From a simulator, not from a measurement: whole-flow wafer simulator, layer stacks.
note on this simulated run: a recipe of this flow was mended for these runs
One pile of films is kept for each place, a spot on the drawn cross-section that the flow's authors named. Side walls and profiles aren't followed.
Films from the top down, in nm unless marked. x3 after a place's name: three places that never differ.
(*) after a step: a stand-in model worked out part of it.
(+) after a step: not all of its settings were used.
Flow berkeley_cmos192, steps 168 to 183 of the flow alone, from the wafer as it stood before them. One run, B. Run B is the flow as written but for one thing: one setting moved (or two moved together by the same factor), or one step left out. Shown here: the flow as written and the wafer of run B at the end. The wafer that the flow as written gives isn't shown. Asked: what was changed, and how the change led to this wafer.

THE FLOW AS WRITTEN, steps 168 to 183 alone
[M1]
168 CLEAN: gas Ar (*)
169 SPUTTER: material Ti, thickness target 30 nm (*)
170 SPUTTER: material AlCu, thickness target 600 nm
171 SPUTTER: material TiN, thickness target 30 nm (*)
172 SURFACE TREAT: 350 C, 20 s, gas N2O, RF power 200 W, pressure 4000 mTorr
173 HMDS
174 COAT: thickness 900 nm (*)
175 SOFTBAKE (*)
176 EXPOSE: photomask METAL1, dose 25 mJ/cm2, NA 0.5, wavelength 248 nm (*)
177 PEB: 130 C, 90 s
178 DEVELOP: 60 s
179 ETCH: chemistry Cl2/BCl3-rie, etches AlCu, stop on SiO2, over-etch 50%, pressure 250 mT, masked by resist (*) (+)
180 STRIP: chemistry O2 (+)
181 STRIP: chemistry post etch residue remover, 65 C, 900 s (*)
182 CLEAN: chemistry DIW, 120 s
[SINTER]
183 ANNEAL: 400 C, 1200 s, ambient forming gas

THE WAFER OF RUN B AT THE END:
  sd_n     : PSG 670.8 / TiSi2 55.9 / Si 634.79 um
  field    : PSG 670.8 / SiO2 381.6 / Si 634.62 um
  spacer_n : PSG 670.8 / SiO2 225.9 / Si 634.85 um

The cause: step 170, SPUTTER: thickness target 740 nm was run, where the flow has thickness target 600 nm.

How the change led to this, step by step:
  170 SPUTTER: material AlCu, thickness target 600 nm
      field, sd_n, spacer_n, gate, spacer_p, gate_p, m1: AlCu +740 (new film) (as written it would be: AlCu +600 (new film))
      sd_p: AlCu +694.7 (new film) (as written it would be: AlCu +557.4 (new film))
      (and at 1 more place)
  171 SPUTTER: material TiN, thickness target 30 nm (*)
      contact: TiN +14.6 (new film) (as written it would be: TiN +16 (new film))
  174 COAT: thickness 900 nm (*)
      contact: KrF-resist +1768 (new film) (as written it would be: KrF-resist +1717.4 (new film))
  179 ETCH: chemistry Cl2/BCl3-rie, etches AlCu, stop on SiO2, over-etch 50%, pressure 250 mT, masked by resist (*) (+)
      field, sd_n, spacer_n, gate, spacer_p, gate_p: TiN -30 (all of it), AlCu -740 (all of it), Ti -30 (all of it), PSG -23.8 (as written it would be: TiN -30 (all of it), AlCu -600 (all of it), Ti -30 (all of it), PSG -41.2)
      sd_p: TiN -26.2 (all of it), AlCu -694.7 (all of it), Ti -26.8 (all of it), PSG -30.3 (as written it would be: TiN -26.2 (all of it), AlCu -557.4 (all of it), Ti -26.8 (all of it), PSG -47.4)
  180 STRIP: chemistry O2 (+)
      contact: KrF-resist -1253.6 (all of it) (as written it would be: KrF-resist -1203.2 (all of it))
